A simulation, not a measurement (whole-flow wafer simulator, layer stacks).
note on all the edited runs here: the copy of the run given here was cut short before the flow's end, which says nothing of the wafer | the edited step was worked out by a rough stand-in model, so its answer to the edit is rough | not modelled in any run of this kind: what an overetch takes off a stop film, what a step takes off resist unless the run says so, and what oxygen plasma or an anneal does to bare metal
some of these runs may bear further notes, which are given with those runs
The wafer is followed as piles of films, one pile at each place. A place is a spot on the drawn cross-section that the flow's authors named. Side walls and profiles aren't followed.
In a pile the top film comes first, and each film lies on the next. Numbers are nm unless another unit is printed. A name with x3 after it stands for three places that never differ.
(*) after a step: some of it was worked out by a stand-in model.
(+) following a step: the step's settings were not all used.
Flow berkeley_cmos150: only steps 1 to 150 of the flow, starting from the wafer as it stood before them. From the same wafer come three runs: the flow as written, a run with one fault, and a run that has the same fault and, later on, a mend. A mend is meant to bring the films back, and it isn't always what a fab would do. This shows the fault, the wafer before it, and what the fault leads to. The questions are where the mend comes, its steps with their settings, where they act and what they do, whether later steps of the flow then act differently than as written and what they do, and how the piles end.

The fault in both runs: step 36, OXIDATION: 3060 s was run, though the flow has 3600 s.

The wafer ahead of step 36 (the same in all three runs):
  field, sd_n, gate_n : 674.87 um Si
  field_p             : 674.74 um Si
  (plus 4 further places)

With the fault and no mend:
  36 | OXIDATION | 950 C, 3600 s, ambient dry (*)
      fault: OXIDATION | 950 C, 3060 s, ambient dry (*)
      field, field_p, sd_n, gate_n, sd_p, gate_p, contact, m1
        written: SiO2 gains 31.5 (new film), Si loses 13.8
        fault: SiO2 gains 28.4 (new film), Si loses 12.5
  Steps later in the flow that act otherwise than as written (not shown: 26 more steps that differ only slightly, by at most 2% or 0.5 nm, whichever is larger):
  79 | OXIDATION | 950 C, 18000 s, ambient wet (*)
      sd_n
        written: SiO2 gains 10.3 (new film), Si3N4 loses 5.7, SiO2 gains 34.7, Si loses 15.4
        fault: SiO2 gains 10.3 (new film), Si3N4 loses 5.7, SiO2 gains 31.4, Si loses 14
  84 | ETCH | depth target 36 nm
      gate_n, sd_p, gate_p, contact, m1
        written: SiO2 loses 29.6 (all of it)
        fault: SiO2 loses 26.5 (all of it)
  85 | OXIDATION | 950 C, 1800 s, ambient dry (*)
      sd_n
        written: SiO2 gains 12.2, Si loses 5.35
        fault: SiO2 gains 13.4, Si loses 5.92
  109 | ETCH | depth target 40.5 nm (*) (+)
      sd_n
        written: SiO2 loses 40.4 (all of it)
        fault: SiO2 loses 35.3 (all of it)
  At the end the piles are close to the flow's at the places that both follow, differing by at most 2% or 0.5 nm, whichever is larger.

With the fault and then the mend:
  After step 36 comes the mend.
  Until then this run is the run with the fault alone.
  36a | OXIDATION | 950 C, 540 s, ambient dry (*) (a further turn of the flow's step 36, with different settings)
      field, field_p, sd_n, gate_n, sd_p, gate_p, contact, m1
        SiO2 gains 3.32, Si loses 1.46
  Every later step of the flow that is run acts as written, at every place that is followed, to within 2% or 0.5 nm, whichever is larger.
  At the end the piles are close to the flow's at the places that both follow, differing by at most 2% or 0.5 nm, whichever is larger.
